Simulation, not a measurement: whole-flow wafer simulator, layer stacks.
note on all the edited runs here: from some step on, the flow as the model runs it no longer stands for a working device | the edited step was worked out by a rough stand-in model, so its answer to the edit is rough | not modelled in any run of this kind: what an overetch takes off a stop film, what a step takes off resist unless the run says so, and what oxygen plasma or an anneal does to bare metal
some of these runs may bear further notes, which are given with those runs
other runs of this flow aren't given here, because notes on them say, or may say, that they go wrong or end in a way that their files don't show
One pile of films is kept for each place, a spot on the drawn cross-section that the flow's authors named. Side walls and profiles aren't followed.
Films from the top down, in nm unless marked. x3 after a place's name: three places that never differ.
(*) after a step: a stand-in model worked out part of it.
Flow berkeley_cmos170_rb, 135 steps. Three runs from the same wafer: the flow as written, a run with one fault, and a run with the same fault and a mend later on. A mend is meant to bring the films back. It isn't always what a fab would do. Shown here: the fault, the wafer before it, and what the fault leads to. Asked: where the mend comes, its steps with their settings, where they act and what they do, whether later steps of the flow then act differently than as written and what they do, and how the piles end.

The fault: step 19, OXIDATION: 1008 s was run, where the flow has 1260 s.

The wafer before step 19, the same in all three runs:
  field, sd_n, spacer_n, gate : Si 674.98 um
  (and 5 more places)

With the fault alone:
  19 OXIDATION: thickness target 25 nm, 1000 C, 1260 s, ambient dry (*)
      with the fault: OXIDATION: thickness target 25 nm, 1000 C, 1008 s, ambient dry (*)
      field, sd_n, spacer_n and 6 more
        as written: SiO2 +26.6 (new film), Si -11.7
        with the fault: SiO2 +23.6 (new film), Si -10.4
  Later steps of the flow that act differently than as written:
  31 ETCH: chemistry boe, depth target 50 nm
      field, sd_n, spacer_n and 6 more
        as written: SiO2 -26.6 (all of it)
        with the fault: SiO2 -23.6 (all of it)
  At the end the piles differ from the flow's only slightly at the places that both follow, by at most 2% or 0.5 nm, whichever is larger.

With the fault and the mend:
  The mend comes after step 19.
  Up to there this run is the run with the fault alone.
  19a OXIDATION: thickness target 25 nm, 1000 C, 252 s, ambient dry (*) (the flow's step 19 once more, with other settings)
      field, sd_n, spacer_n and 6 more
        SiO2 +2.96, Si -1.3
  No later step of the flow acts differently than as written at any place that is followed.
  At the end the piles are the same as the flow's at every place that both follow.
